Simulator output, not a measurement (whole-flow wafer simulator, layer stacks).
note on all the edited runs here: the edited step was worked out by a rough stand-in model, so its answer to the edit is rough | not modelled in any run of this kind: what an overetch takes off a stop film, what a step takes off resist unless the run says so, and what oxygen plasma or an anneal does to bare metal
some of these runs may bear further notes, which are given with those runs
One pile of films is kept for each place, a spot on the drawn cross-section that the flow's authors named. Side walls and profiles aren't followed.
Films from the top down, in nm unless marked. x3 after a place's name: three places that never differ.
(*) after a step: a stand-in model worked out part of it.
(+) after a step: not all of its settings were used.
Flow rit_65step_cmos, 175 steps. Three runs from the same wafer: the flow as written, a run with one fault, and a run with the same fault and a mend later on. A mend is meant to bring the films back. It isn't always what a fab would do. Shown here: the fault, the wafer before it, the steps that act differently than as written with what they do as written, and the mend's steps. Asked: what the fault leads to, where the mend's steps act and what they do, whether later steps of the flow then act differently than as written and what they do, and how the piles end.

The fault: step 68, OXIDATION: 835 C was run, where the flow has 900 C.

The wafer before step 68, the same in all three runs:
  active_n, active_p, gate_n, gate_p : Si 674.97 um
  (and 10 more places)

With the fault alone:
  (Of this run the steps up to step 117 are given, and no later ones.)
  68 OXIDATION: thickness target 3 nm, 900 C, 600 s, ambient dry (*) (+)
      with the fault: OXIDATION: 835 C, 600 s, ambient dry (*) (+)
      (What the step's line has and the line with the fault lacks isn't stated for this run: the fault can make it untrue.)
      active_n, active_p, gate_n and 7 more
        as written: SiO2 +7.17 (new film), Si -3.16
        with the fault: SiO2 +3 (new film), Si -1.32
  Later steps of the flow that act differently than as written (14 more steps differ only slightly, by at most 2% or 0.5 nm, whichever is larger, and aren't shown):
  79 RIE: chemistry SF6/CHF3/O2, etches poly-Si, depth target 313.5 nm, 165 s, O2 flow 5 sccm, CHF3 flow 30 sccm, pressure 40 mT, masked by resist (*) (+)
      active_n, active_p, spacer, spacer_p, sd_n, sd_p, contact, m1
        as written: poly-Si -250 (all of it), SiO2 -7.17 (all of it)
        with the fault: poly-Si -250 (all of it), SiO2 -3 (all of it)
  After step 117 the piles differ from the flow's by more than 2% or 0.5 nm, whichever is larger, at gate_n, gate_p.
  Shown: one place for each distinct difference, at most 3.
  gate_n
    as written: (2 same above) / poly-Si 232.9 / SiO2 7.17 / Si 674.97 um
    with the fault: (2 same above) / poly-Si 232.9 / SiO2 3 / Si 674.97 um

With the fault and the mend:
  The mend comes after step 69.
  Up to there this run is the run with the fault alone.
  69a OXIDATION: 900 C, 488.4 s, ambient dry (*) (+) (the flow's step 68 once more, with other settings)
      active_n, active_p, gate_n and 7 more
        SiO2 +4, Si -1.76
  No later step of the flow acts differently than as written, at any place that is followed, by more than 2% or 0.5 nm, whichever is larger.
  At the end the piles differ from the flow's only slightly at the places that both follow, by at most 2% or 0.5 nm, whichever is larger.
